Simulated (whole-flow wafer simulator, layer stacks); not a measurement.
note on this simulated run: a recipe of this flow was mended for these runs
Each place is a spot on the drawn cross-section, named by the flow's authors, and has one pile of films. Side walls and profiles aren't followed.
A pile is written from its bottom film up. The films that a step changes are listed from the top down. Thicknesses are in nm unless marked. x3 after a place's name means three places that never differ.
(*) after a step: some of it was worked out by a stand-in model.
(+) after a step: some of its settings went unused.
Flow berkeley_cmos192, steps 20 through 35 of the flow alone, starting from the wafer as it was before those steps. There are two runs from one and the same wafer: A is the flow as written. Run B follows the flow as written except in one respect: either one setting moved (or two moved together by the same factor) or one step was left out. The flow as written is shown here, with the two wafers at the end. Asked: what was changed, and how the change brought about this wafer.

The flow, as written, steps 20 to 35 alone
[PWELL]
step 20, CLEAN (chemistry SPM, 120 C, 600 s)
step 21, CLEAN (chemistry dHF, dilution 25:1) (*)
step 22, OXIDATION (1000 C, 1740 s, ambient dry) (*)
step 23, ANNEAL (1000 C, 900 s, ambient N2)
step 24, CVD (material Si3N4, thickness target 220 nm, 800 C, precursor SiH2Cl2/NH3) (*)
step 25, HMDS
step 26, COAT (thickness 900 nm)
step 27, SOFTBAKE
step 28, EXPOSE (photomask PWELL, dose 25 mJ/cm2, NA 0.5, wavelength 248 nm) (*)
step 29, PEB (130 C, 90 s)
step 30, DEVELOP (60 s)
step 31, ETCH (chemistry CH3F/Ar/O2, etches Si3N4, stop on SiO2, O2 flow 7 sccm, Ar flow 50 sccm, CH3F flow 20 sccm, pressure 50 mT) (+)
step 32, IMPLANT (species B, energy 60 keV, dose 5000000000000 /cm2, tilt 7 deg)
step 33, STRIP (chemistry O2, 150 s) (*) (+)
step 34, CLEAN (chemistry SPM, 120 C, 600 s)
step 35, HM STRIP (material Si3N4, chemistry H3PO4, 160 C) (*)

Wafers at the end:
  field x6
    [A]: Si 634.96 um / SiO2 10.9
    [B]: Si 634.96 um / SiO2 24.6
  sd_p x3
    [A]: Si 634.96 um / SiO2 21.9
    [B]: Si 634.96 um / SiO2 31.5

What caused this: step 35, HM STRIP: 139 C was run, whereas the flow has 160 C.

Step by step, how the change led to this:
  step 35, HM STRIP (material Si3N4, chemistry H3PO4, 160 C) (*)
      field x6: A -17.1 SiO2 | B -3.33 SiO2
      sd_p x3: A -220 Si3N4 (all of it), -9.71 SiO2 | B -220 Si3N4 (all of it), -0.11 SiO2
